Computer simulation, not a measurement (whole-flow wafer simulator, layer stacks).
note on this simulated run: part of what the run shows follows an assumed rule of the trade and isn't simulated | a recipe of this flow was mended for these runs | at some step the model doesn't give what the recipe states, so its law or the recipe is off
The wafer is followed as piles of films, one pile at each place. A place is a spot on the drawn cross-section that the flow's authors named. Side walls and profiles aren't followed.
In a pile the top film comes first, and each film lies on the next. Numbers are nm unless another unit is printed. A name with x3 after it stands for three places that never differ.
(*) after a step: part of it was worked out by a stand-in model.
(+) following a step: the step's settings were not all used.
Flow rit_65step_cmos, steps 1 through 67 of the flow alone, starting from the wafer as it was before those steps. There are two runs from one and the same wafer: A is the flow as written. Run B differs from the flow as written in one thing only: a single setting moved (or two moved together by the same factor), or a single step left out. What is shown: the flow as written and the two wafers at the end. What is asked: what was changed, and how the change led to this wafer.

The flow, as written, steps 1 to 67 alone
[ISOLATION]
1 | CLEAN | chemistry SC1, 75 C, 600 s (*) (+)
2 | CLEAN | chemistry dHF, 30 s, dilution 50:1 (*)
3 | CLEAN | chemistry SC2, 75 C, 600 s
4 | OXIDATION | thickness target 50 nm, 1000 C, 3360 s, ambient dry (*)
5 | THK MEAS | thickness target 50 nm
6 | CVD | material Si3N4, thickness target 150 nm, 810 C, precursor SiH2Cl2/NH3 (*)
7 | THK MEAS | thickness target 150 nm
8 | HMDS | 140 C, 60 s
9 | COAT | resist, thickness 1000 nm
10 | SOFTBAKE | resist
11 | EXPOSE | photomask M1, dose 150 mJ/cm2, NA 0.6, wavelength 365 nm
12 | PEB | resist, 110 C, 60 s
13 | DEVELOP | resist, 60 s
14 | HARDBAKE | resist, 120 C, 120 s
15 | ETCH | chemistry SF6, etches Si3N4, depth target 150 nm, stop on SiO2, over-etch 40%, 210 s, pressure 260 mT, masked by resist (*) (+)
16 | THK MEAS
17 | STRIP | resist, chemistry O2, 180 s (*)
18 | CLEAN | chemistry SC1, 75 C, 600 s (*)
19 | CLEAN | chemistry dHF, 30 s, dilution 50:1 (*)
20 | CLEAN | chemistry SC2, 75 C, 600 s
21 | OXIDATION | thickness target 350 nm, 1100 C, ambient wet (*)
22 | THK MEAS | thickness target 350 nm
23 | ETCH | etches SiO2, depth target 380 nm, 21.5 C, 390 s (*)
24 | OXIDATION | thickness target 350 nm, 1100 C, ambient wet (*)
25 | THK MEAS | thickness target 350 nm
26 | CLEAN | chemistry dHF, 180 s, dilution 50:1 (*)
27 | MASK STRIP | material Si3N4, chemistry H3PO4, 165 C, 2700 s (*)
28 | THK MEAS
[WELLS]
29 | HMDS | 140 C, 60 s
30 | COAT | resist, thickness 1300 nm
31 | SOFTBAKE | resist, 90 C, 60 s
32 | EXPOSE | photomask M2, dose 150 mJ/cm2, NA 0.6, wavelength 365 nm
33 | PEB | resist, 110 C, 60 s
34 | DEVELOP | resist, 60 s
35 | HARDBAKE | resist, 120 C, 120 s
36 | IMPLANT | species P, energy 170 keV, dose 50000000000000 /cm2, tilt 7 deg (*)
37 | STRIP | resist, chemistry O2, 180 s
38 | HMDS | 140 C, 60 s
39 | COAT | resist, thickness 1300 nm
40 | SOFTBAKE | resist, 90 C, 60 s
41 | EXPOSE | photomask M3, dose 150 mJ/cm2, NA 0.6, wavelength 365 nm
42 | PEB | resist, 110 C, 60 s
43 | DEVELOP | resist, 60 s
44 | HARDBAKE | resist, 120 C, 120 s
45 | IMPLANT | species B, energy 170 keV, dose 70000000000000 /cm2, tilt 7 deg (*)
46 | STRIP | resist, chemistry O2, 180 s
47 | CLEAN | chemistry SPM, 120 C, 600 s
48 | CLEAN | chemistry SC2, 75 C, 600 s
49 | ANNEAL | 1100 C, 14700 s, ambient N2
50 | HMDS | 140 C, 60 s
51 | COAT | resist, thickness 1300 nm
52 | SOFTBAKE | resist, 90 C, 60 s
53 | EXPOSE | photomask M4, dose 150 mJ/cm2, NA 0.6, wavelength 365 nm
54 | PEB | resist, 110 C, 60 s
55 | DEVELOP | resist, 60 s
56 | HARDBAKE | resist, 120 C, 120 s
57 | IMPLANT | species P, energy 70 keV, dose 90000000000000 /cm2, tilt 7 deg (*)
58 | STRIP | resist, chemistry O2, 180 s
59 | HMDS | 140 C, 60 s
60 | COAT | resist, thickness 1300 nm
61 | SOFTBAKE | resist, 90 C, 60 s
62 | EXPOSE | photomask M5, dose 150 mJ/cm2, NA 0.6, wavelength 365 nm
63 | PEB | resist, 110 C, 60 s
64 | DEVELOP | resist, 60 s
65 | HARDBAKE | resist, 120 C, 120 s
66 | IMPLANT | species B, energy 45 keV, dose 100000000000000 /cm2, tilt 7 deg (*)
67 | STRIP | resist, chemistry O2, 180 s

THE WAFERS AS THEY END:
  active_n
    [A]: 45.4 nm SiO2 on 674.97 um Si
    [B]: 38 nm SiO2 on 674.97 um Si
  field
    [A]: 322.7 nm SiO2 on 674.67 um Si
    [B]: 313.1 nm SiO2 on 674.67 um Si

What caused this: step 27, MASK STRIP: 174 C was run, though the flow has 165 C.

How this came from the change, step by step:
  27 | MASK STRIP | material Si3N4, chemistry H3PO4, 165 C, 2700 s (*)
      active_n, active_p, gate_n and 7 more: A -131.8 Si3N4 (all of it), -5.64 SiO2 | B -131.8 Si3N4 (all of it), -13.1 SiO2
      field, field_pw, field_nw, field_p: A -10.7 SiO2 | B -20.2 SiO2
